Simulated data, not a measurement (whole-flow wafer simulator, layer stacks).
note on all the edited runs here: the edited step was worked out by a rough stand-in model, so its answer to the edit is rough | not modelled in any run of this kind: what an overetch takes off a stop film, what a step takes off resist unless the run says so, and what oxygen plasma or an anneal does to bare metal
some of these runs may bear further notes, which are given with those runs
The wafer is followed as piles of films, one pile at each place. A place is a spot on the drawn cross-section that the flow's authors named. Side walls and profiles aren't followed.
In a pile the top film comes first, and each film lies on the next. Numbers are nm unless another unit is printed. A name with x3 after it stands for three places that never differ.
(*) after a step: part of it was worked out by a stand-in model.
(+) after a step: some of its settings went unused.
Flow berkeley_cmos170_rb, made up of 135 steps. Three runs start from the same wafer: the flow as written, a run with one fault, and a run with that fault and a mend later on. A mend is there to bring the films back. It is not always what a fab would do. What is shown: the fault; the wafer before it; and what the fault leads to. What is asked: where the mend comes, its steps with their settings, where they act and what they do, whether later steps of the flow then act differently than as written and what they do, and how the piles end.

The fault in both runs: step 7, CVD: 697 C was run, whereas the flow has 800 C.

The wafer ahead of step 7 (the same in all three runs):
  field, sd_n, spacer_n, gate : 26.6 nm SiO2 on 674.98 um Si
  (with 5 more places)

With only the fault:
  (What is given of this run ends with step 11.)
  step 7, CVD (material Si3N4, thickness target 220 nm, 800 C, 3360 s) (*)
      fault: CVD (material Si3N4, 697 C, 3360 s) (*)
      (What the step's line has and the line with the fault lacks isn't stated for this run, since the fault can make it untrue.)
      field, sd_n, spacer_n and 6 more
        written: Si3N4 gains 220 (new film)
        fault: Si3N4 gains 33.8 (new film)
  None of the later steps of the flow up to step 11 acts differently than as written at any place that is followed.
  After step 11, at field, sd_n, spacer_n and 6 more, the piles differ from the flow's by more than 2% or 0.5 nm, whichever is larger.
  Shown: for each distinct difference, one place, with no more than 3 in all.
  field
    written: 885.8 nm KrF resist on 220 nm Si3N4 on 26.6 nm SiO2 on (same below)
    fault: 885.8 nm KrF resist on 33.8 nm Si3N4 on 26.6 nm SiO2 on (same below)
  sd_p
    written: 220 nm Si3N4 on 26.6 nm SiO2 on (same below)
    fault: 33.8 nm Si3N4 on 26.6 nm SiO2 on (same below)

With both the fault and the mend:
  After step 11 comes the mend.
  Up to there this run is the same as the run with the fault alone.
  step 11a, STRIP (*) (+)
      field, sd_n, spacer_n, gate, contact, m1
        KrF resist loses 885.8 (all of it)
  step 11b, CLEAN (*) (the flow's step 1 again)
      alters no film at any place that is followed
  step 11c, CVD (material Si3N4, thickness target 186.2 nm, 800 C, 2845 s) (*) (the flow's step 7 again, with other settings)
      field, sd_n, spacer_n and 6 more
        Si3N4 gains 186.2
  step 11d, COAT (KrF resist, thickness 900 nm) (the flow's step 8 again)
      field, sd_n, spacer_n and 6 more
        KrF resist gains 900 (new film)
  step 11e, EXPOSE (photomask NWELL) (the flow's step 9 again)
      alters no film at any place that is followed
  step 11f, PEB (130 C, 60 s) (*) (the flow's step 10 again)
      alters no film at any place that is followed
  step 11g, DEVELOP (developer developer-D-0.26N, 45 s) (the flow's step 11 again)
      field, sd_n, spacer_n, gate, contact, m1
        KrF resist loses 14.2
      sd_p, spacer_p, gate_p
        KrF resist loses 900 (all of it)
  None of the later steps of the flow differs from how it acts as written, at any place that is followed, by more than 2% or 0.5 nm, whichever is larger.
  By the end, the piles equal the flow's at every place that both follow.
